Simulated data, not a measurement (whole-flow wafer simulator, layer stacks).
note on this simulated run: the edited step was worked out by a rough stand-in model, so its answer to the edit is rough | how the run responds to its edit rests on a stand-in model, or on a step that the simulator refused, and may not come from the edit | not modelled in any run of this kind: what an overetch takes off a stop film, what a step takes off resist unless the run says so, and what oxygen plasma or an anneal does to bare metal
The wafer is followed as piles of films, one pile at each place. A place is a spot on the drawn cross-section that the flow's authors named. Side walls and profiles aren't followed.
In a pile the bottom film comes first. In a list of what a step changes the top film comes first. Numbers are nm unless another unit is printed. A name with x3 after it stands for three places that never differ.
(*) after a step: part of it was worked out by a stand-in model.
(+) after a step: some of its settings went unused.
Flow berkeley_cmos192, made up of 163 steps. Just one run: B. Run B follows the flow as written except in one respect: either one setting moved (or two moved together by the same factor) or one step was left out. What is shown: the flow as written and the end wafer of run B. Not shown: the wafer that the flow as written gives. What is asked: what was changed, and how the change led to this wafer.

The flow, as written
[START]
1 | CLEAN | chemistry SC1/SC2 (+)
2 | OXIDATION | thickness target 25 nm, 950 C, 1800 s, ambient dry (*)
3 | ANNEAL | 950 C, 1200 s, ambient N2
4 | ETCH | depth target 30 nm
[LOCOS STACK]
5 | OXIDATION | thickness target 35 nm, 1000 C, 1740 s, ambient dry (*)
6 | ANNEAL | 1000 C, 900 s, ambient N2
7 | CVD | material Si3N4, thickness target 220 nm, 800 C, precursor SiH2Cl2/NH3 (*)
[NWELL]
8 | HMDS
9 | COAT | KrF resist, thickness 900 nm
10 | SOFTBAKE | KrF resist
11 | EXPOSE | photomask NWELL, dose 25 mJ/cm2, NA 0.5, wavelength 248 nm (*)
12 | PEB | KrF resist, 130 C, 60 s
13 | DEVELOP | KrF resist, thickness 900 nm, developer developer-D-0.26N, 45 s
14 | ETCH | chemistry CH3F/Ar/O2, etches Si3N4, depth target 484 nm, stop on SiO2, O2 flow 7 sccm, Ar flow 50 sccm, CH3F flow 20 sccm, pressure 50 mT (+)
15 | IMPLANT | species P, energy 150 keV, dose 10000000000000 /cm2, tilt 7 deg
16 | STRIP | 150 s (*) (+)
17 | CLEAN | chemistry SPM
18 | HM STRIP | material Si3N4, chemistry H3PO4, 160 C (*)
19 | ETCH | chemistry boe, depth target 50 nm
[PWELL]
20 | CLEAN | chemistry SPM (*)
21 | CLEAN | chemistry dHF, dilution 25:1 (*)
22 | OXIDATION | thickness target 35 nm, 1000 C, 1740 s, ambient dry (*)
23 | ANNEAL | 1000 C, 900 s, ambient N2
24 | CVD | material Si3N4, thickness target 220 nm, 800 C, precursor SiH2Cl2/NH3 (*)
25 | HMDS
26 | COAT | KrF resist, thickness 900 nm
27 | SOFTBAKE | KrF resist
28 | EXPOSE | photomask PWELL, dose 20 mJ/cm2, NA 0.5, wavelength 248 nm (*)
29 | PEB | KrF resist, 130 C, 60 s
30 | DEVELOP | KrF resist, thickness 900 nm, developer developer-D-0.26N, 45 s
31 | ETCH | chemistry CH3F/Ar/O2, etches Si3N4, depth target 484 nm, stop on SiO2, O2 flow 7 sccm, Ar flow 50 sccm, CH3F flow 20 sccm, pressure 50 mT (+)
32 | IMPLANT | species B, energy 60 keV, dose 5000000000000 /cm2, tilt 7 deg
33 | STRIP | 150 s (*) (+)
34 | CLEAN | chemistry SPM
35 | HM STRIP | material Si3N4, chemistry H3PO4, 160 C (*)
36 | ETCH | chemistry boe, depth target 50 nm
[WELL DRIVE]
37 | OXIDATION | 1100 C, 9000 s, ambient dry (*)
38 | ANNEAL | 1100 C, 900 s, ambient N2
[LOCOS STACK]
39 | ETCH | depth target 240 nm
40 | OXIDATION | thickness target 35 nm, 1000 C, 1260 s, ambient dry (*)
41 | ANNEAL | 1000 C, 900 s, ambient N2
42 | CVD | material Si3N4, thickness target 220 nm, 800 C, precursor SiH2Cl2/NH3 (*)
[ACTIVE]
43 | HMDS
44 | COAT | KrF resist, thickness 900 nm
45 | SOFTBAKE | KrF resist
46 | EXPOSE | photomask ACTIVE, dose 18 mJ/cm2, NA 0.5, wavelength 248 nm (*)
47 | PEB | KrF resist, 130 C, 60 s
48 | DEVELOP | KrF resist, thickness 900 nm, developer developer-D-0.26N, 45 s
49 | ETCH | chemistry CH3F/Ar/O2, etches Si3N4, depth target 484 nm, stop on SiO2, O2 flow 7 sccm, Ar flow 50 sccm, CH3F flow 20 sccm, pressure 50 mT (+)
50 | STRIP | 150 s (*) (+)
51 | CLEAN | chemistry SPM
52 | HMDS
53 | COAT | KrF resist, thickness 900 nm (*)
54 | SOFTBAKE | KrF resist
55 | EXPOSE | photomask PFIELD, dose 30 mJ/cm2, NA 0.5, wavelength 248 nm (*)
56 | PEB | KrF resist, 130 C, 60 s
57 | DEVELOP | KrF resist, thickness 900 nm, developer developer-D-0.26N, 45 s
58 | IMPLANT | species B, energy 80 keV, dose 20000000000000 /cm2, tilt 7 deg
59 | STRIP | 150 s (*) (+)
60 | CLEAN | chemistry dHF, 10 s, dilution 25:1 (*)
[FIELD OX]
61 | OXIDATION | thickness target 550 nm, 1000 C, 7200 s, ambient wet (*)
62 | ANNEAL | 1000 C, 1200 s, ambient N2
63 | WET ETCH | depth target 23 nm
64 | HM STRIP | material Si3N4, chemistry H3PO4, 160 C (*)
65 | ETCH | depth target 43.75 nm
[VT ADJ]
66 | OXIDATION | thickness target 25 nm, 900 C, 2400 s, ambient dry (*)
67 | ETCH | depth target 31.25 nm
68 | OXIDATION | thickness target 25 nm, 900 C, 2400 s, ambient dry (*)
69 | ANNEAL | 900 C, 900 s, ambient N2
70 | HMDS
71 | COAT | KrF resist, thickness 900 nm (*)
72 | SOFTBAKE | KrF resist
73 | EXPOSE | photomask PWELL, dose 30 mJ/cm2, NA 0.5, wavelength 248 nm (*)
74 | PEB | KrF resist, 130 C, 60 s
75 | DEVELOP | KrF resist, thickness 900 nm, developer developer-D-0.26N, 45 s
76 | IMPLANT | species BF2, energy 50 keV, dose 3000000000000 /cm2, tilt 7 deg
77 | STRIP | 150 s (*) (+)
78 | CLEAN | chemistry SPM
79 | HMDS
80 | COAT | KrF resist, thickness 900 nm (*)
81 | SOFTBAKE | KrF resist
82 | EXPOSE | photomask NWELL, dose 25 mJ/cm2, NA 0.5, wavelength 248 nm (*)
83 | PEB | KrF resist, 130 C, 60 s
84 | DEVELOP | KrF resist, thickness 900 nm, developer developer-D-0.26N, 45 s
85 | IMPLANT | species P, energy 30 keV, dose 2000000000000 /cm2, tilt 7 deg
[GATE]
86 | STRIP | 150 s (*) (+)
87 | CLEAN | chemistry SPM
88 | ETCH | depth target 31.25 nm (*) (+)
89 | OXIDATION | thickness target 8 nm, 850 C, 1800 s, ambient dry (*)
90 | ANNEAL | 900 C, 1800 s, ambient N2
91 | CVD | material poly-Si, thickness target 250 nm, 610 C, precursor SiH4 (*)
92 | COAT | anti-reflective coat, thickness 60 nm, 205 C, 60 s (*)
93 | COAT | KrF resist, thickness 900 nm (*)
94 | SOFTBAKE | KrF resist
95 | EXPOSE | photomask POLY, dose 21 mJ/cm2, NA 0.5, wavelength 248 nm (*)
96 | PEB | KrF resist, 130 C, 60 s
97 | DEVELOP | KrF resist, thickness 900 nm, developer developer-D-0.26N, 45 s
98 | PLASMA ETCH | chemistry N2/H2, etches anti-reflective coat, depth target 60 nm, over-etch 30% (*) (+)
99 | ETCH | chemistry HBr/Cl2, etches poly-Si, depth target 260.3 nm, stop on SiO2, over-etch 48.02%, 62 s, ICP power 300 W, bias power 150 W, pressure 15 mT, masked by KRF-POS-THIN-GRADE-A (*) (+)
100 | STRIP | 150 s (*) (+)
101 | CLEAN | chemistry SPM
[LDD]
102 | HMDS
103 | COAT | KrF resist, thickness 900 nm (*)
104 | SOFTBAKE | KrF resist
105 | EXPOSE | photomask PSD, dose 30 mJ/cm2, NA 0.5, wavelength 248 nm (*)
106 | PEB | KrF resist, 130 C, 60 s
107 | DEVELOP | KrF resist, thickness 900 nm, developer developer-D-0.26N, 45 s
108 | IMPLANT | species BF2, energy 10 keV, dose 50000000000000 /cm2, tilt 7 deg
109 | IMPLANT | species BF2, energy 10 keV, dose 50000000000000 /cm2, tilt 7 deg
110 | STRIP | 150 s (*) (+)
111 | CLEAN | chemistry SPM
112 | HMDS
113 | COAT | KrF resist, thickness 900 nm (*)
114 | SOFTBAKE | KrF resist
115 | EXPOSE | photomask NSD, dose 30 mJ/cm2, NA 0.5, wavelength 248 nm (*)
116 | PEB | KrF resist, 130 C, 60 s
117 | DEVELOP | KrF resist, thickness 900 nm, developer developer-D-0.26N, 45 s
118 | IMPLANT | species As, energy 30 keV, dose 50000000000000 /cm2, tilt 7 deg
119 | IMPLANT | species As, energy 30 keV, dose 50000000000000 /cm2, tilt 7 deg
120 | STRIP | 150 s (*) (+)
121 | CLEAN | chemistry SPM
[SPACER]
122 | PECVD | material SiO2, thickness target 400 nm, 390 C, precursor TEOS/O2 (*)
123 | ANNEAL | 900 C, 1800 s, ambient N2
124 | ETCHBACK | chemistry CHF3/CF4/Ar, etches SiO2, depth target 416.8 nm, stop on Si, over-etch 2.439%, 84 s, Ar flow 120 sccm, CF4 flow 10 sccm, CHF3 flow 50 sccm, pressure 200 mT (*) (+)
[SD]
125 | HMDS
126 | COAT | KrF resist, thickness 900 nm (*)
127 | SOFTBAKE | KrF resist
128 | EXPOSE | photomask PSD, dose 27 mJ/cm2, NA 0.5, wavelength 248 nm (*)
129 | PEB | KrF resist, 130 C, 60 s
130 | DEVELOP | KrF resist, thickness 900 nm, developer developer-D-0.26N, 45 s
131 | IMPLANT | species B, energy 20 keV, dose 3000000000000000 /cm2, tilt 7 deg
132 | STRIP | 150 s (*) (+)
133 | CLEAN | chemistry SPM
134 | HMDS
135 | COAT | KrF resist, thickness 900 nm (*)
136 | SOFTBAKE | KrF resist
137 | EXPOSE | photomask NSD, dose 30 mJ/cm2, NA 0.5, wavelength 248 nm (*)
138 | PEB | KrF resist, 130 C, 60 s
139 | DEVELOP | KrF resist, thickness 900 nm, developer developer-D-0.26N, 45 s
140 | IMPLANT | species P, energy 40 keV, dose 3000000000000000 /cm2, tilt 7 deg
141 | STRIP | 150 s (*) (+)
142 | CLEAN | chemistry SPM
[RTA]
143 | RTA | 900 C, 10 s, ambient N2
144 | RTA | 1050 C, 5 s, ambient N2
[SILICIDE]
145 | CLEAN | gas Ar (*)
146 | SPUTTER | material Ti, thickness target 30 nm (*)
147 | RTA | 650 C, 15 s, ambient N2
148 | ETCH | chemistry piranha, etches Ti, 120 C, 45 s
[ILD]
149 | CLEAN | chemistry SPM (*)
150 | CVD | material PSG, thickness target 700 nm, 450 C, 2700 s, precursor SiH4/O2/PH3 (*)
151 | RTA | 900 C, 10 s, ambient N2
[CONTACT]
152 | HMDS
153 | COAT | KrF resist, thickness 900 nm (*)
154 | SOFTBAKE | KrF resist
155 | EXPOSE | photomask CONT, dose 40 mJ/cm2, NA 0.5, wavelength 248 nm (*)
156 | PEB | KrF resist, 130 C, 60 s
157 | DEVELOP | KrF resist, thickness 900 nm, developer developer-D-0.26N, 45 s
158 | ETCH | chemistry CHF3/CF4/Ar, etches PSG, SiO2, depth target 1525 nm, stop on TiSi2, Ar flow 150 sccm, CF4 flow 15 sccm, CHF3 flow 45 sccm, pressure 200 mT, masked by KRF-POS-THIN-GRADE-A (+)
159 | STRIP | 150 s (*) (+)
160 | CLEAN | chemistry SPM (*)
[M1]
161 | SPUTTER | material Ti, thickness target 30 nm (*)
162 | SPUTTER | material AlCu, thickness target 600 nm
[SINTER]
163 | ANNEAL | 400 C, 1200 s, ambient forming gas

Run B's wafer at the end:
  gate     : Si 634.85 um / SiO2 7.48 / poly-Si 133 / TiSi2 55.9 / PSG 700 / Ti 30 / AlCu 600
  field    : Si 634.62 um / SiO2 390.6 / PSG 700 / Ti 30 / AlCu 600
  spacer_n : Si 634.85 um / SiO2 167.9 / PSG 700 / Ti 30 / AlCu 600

What caused this: step 91, CVD: thickness target 192 nm was run, though the flow has thickness target 250 nm.

How this came from the change, step by step:
  91 | CVD | material poly-Si, thickness target 250 nm, 610 C, precursor SiH4 (*)
      field, sd_n, spacer_n and 6 more: poly-Si gains 192 (new film) (in the flow as written it would be: poly-Si gains 250 (new film))
  99 | ETCH | chemistry HBr/Cl2, etches poly-Si, depth target 260.3 nm, stop on SiO2, over-etch 48.02%, 62 s, ICP power 300 W, bias power 150 W, pressure 15 mT, masked by KRF-POS-THIN-GRADE-A (*) (+)
      spacer_n, spacer_p: poly-Si loses 187.7 (all of it), SiO2 loses 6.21 (in the flow as written it would be: poly-Si loses 245.8 (all of it), SiO2 loses 1.74)
      field: poly-Si loses 187.8 (all of it), SiO2 loses 6.2 (in the flow as written it would be: poly-Si loses 245.8 (all of it), SiO2 loses 1.74)
      (and at 4 other places as well)
  103 | COAT | KrF resist, thickness 900 nm (*)
      gate: KrF resist gains 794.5 (new film) (in the flow as written it would be: KrF resist gains 748 (new film))
      gate_p: KrF resist gains 790.5 (new film) (in the flow as written it would be: KrF resist gains 744.1 (new film))
  107 | DEVELOP | KrF resist, thickness 900 nm, developer developer-D-0.26N, 45 s
      gate_p: KrF resist loses 789.3 (all of it) (in the flow as written it would be: KrF resist loses 742.9 (all of it))
  110 | STRIP | 150 s (*) (+)
      gate: KrF resist loses 779 (all of it), chemical SiO2 gains 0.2, poly-Si loses 0.09 (in the flow as written it would be: KrF resist loses 732.7 (all of it), chemical SiO2 gains 0.2, poly-Si loses 0.09)
  113 | COAT | KrF resist, thickness 900 nm (*)
      gate: KrF resist gains 794.4 (new film) (in the flow as written it would be: KrF resist gains 747.9 (new film))
      gate_p: KrF resist gains 790.3 (new film) (in the flow as written it would be: KrF resist gains 743.9 (new film))
  117 | DEVELOP | KrF resist, thickness 900 nm, developer developer-D-0.26N, 45 s
      gate: KrF resist loses 793.1 (all of it) (in the flow as written it would be: KrF resist loses 746.8 (all of it))
  120 | STRIP | 150 s (*) (+)
      gate_p: KrF resist loses 774.9 (all of it), chemical SiO2 gains 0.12, poly-Si loses 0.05 (in the flow as written it would be: KrF resist loses 728.6 (all of it), chemical SiO2 gains 0.12, poly-Si loses 0.05)
  124 | ETCHBACK | chemistry CHF3/CF4/Ar, etches SiO2, depth target 416.8 nm, stop on Si, over-etch 2.439%, 84 s, Ar flow 120 sccm, CF4 flow 10 sccm, CHF3 flow 50 sccm, pressure 200 mT (*) (+)
      spacer_n: SiO2 loses 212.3 (in the flow as written it would be: SiO2 loses 160)
      spacer_p: SiO2 loses 213.5 (in the flow as written it would be: SiO2 loses 159.9)
  126 | COAT | KrF resist, thickness 900 nm (*)
      spacer_n: KrF resist gains 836 (new film) (in the flow as written it would be: KrF resist gains 791.6 (new film))
      gate: KrF resist gains 814.7 (new film) (in the flow as written it would be: KrF resist gains 771.5 (new film))
      (and at 2 other places as well)
  130 | DEVELOP | KrF resist, thickness 900 nm, developer developer-D-0.26N, 45 s
      spacer_p: KrF resist loses 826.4 (all of it) (in the flow as written it would be: KrF resist loses 784.6 (all of it))
      gate_p: KrF resist loses 805.1 (all of it) (in the flow as written it would be: KrF resist loses 764.3 (all of it))
  132 | STRIP | 150 s (*) (+)
      spacer_n: KrF resist loses 820.4 (all of it) (in the flow as written it would be: KrF resist loses 776.1 (all of it))
      gate: chemical SiO2 gains 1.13 (new film), KrF resist loses 799.2 (all of it), poly-Si loses 0.5 (in the flow as written it would be: chemical SiO2 gains 1.13 (new film), KrF resist loses 756.1 (all of it), poly-Si loses 0.5)
  135 | COAT | KrF resist, thickness 900 nm (*)
      spacer_n: KrF resist gains 836.1 (new film) (in the flow as written it would be: KrF resist gains 791.1 (new film))
      gate: KrF resist gains 814.2 (new film) (in the flow as written it would be: KrF resist gains 770.3 (new film))
      (and at 2 other places as well)
  139 | DEVELOP | KrF resist, thickness 900 nm, developer developer-D-0.26N, 45 s
      spacer_n: KrF resist loses 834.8 (all of it) (in the flow as written it would be: KrF resist loses 789.9 (all of it))
      gate: KrF resist loses 812.9 (all of it) (in the flow as written it would be: KrF resist loses 769.1 (all of it))
  141 | STRIP | 150 s (*) (+)
      spacer_p: KrF resist loses 813 (all of it) (in the flow as written it would be: KrF resist loses 770.2 (all of it))
      gate_p: KrF resist loses 791 (all of it), chemical SiO2 gains 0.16 (in the flow as written it would be: KrF resist loses 749.1 (all of it), chemical SiO2 gains 0.16)
  153 | COAT | KrF resist, thickness 900 nm (*)
      spacer_n: KrF resist gains 860.8 (new film) (in the flow as written it would be: KrF resist gains 829.8 (new film))
      gate: KrF resist gains 837.5 (new film) (in the flow as written it would be: KrF resist gains 809.7 (new film))
      (and at 2 other places as well)
  159 | STRIP | 150 s (*) (+)
      spacer_n: KrF resist loses 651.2 (all of it) (in the flow as written it would be: KrF resist loses 620.3 (all of it))
      gate: KrF resist loses 628 (all of it) (in the flow as written it would be: KrF resist loses 600.1 (all of it))
      (and at 3 other places as well)
